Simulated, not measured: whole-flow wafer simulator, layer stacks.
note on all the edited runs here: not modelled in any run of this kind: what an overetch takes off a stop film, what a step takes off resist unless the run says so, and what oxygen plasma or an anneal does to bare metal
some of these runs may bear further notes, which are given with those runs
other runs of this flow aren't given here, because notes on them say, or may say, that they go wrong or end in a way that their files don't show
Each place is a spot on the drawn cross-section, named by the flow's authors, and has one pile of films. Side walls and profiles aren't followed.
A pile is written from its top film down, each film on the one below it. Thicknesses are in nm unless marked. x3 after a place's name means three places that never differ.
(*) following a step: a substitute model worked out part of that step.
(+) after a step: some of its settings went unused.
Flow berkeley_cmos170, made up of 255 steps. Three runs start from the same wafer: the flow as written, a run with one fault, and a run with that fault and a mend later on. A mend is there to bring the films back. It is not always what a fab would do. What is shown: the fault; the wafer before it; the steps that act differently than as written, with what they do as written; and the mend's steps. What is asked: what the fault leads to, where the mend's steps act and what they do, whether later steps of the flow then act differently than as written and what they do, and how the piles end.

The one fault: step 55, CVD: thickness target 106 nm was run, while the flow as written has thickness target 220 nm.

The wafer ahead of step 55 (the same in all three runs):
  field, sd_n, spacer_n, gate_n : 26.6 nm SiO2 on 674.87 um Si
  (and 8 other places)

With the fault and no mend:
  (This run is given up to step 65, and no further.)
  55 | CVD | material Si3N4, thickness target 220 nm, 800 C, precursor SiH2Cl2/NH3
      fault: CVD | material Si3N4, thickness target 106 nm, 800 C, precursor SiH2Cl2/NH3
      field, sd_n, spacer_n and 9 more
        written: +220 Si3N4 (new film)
        fault: +106 Si3N4 (new film)
  Steps later in the flow that act otherwise than as written:
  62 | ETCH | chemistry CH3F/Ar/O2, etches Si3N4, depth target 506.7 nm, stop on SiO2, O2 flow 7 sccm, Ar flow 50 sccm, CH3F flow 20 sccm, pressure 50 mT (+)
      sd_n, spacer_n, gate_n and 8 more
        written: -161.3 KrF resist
        fault: -85.3 KrF resist
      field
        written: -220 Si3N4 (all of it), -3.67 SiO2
        fault: -106 Si3N4 (all of it), -3.67 SiO2
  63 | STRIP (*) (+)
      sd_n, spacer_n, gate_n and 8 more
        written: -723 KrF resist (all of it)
        fault: -799 KrF resist (all of it)
  The piles after step 65 differ from the flow's at sd_n, spacer_n, gate_n and 8 more by more than 2% or 0.5 nm, whichever is larger.
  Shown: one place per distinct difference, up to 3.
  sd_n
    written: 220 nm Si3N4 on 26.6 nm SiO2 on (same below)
    fault: 106 nm Si3N4 on 26.6 nm SiO2 on (same below)

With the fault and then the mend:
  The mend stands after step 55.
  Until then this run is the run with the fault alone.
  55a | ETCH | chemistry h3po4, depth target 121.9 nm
      field, sd_n, spacer_n and 9 more
        -106 Si3N4 (all of it)
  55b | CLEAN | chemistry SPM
      alters no film at any place that is followed
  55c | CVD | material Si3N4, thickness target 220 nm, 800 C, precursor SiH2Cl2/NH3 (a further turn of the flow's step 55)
      field, sd_n, spacer_n and 9 more
        +220 Si3N4 (new film)
  Every later step of the flow that is run acts as written at every place that is followed.
  At every place that both follow, the piles at the end match the flow's.
